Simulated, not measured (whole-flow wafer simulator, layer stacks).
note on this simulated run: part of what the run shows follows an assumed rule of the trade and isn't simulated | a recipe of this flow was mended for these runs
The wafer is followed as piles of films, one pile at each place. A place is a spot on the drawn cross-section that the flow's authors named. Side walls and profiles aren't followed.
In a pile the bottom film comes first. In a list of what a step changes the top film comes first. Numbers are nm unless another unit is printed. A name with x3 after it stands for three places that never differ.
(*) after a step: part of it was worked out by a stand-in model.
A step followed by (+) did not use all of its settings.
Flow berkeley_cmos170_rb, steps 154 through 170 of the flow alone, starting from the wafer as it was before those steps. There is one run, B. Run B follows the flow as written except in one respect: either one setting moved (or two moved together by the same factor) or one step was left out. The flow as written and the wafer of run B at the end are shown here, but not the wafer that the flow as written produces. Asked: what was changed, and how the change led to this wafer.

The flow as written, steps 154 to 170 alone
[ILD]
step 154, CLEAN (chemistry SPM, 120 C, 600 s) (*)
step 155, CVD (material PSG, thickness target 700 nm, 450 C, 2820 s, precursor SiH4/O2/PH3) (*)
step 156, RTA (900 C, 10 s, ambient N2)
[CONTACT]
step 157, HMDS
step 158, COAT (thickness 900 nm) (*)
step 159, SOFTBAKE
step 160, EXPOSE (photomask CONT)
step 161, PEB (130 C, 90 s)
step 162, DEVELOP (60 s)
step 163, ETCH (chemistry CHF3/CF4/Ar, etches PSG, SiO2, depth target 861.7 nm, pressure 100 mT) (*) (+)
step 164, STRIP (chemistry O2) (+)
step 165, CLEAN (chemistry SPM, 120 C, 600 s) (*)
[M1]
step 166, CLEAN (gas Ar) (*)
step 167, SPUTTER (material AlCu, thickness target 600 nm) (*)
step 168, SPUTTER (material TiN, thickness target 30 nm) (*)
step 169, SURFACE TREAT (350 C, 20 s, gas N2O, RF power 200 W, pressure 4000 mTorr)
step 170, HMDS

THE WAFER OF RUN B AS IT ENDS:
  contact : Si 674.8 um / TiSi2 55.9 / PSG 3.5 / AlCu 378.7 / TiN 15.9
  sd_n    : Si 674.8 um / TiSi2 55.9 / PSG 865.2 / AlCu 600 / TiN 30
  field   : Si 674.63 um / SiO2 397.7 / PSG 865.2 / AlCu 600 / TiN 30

What caused this: step 155, CVD: thickness target 870.6 nm was run, though the flow has thickness target 700 nm; step 155, CVD: 3507 s was run, where the flow has 2820 s.

The path from the change to this, step by step:
  step 155, CVD (material PSG, thickness target 700 nm, 450 C, 2820 s, precursor SiH4/O2/PH3) (*)
      field, sd_n, spacer_n, gate, spacer_p, gate_p, contact, m1: PSG gains 870.6 (new film) (as written it would have been: PSG gains 700 (new film))
      sd_p: PSG gains 870.6 (new film) (as written it would have been: PSG gains 664.1 (new film))
  step 158, COAT (thickness 900 nm) (*)
      sd_p: KrF-resist gains 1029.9 (new film) (as written it would have been: KrF-resist gains 1055.8 (new film))
  step 163, ETCH (chemistry CHF3/CF4/Ar, etches PSG, SiO2, depth target 861.7 nm, pressure 100 mT) (*) (+)
      contact: PSG loses 861.7 (as written it would have been: PSG loses 700 (all of it), TiSi2 loses 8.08)
  step 164, STRIP (chemistry O2) (+)
      sd_p: KrF-resist loses 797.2 (all of it) (as written it would have been: KrF-resist loses 823 (all of it))
  step 166, CLEAN (gas Ar) (*)
      contact: PSG loses 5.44 (as written it would have been: TiSi2 loses 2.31)
  step 167, SPUTTER (material AlCu, thickness target 600 nm) (*)
      sd_p: AlCu gains 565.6 (new film) (as written it would have been: AlCu gains 549.6 (new film))
      contact: AlCu gains 378.7 (new film) (as written it would have been: AlCu gains 415.5 (new film))
  step 168, SPUTTER (material TiN, thickness target 30 nm) (*)
      sd_p: TiN gains 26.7 (new film) (as written it would have been: TiN gains 25.8 (new film))
